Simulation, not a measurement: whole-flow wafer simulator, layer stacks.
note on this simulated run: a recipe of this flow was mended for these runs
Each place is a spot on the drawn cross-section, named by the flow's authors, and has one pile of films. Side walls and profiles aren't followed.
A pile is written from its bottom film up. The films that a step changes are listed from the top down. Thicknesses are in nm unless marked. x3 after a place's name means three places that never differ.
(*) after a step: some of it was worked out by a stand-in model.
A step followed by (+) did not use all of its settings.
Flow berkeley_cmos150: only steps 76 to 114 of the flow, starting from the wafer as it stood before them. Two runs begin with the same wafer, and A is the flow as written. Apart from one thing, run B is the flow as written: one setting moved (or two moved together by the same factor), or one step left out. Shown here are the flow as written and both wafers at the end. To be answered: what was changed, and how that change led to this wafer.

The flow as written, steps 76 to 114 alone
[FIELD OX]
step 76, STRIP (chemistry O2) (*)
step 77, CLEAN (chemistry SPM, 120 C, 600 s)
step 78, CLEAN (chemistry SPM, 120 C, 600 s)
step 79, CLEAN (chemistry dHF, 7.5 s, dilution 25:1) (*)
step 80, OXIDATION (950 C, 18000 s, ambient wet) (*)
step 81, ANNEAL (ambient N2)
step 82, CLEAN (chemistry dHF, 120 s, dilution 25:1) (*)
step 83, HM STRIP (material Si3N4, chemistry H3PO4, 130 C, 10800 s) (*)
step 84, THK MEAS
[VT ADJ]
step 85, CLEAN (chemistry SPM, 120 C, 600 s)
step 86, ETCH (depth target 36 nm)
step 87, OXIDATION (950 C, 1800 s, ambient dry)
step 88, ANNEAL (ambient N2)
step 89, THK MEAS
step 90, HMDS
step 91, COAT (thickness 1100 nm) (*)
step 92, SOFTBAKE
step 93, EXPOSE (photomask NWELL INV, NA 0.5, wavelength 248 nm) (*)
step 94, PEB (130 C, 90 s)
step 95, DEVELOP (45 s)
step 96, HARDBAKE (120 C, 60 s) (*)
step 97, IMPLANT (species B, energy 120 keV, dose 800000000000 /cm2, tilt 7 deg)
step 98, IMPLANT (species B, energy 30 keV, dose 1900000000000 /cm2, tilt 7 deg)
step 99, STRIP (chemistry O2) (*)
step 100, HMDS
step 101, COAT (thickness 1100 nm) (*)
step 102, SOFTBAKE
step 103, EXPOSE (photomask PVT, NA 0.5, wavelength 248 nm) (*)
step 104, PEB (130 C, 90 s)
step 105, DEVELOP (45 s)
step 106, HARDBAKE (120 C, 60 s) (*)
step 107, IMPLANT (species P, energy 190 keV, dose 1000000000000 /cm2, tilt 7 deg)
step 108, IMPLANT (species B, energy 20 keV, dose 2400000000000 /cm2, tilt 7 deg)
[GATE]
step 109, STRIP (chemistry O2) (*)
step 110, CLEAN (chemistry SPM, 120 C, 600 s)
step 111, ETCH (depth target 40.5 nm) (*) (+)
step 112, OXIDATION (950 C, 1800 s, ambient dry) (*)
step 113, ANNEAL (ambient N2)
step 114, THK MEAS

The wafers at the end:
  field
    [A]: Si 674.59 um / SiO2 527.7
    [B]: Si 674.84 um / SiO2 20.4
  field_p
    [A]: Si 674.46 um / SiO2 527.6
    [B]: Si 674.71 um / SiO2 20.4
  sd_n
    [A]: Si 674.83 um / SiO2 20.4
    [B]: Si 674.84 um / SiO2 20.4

The reason: step 80, OXIDATION: 950 C, 18000 s, ambient wet (*), was not run.

How this came from the change, step by step:
  step 82, CLEAN (chemistry dHF, 120 s, dilution 25:1) (*)
      sd_n, gate_n, sd_p, gate_p, contact, m1: A -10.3 SiO2 (all of it), -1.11 Si3N4 | B -2.1 Si3N4
  step 83, HM STRIP (material Si3N4, chemistry H3PO4, 130 C, 10800 s) (*)
      sd_n, gate_n, contact, m1: A -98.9 Si3N4 (all of it), -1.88 SiO2 | B -103.6 Si3N4 (all of it), -1.84 SiO2
      sd_p, gate_p: A -98.7 Si3N4 (all of it), -1.88 SiO2 | B -103.4 Si3N4 (all of it), -1.84 SiO2
  step 86, ETCH (depth target 36 nm)
      field: A -36 SiO2 | B -1.25 SiO2 (all of it)
      field_p: A -36 SiO2 | B -1.22 SiO2 (all of it)
      (as well as at 1 more place)
  step 87, OXIDATION (950 C, 1800 s, ambient dry)
      field, field_p: A +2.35 SiO2, -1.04 Si | B +20.4 SiO2 (new film), -8.98 Si
      sd_n: A +12.1 SiO2, -5.32 Si | B +20.4 SiO2 (new film), -8.98 Si
  step 91, COAT (thickness 1100 nm) (*)
      field: A +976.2 thick-KrF-resist (new film) | B +1070.4 thick-KrF-resist (new film)
      field_p: A +1087.8 thick-KrF-resist (new film) | B +1182.8 thick-KrF-resist (new film)
      (as well as at 6 more places)
  step 95, DEVELOP (45 s)
      field: A -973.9 thick-KrF-resist (all of it) | B -1067.8 thick-KrF-resist (all of it)
      sd_n: A -1239.9 thick-KrF-resist (all of it) | B -1079.3 thick-KrF-resist (all of it)
      (as well as at 3 more places)
  step 99, STRIP (chemistry O2) (*)
      field_p: A -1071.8 thick-KrF-resist (all of it) | B -1166.6 thick-KrF-resist (all of it)
      sd_p: A -1300.7 thick-KrF-resist (all of it) | B -1151.6 thick-KrF-resist (all of it)
      (as well as at 1 more place)
  step 101, COAT (thickness 1100 nm) (*)
      field: A +976.2 thick-KrF-resist (new film) | B +1070.4 thick-KrF-resist (new film)
      field_p: A +1087.8 thick-KrF-resist (new film) | B +1182.8 thick-KrF-resist (new film)
      (as well as at 6 more places)
  step 105, DEVELOP (45 s)
      sd_p: A -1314 thick-KrF-resist (all of it) | B -1164.9 thick-KrF-resist (all of it)
      gate_p: A -1288.3 thick-KrF-resist (all of it) | B -1161.6 thick-KrF-resist (all of it)
  step 109, STRIP (chemistry O2) (*)
      field: A -960.6 thick-KrF-resist (all of it) | B -1054.5 thick-KrF-resist (all of it)
      field_p: A -1071.8 thick-KrF-resist (all of it) | B -1166.6 thick-KrF-resist (all of it)
      (as well as at 4 more places)
  step 111, ETCH (depth target 40.5 nm) (*) (+)
      field, field_p: A -40.5 SiO2 | B -20.4 SiO2 (all of it)
      sd_n: A -40.4 SiO2 (all of it) | B -20.4 SiO2 (all of it)
  step 112, OXIDATION (950 C, 1800 s, ambient dry) (*)
      field, field_p: A +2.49 SiO2, -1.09 Si | B +20.4 SiO2 (new film), -8.98 Si
